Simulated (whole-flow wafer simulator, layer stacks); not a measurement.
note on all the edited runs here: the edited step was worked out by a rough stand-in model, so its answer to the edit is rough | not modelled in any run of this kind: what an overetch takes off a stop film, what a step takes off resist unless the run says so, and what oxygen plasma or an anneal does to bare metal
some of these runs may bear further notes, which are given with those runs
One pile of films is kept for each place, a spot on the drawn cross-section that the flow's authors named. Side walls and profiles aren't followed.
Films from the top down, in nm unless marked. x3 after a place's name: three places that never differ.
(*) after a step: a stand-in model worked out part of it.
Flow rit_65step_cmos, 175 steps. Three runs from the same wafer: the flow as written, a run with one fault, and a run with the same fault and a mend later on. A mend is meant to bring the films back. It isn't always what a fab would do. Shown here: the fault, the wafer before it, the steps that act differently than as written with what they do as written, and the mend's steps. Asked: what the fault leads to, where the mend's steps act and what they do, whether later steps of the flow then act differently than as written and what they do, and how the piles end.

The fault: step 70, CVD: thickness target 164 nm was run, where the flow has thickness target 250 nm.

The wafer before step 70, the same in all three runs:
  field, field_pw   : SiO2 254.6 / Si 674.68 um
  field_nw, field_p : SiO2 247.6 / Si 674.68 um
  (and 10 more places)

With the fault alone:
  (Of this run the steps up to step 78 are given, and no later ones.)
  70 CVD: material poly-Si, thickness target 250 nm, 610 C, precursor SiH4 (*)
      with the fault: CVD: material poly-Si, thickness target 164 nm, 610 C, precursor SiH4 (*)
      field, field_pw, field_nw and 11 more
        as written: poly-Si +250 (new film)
        with the fault: poly-Si +164 (new film)
  No later step of the flow up to step 78 acts differently than as written, at any place that is followed, by more than 2% or 0.5 nm, whichever is larger.
  After step 78 the piles differ from the flow's by more than 2% or 0.5 nm, whichever is larger, at field, field_pw, field_nw and 11 more.
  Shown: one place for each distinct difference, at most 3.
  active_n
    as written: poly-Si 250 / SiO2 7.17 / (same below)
    with the fault: poly-Si 164 / SiO2 7.17 / (same below)
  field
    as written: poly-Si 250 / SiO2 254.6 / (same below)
    with the fault: poly-Si 164 / SiO2 254.6 / (same below)
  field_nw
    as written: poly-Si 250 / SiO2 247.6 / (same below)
    with the fault: poly-Si 164 / SiO2 247.6 / (same below)

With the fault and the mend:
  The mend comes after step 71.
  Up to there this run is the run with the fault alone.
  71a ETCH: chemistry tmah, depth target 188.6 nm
      field, field_pw, field_nw and 11 more
        poly-Si -164 (all of it)
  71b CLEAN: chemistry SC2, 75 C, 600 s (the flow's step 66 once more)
      changes no film at any place that is followed
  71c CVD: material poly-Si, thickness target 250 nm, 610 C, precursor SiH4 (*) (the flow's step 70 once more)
      field, field_pw, field_nw and 11 more
        poly-Si +250 (new film)
  No later step of the flow acts differently than as written at any place that is followed.
  At the end the piles are the same as the flow's at every place that both follow.
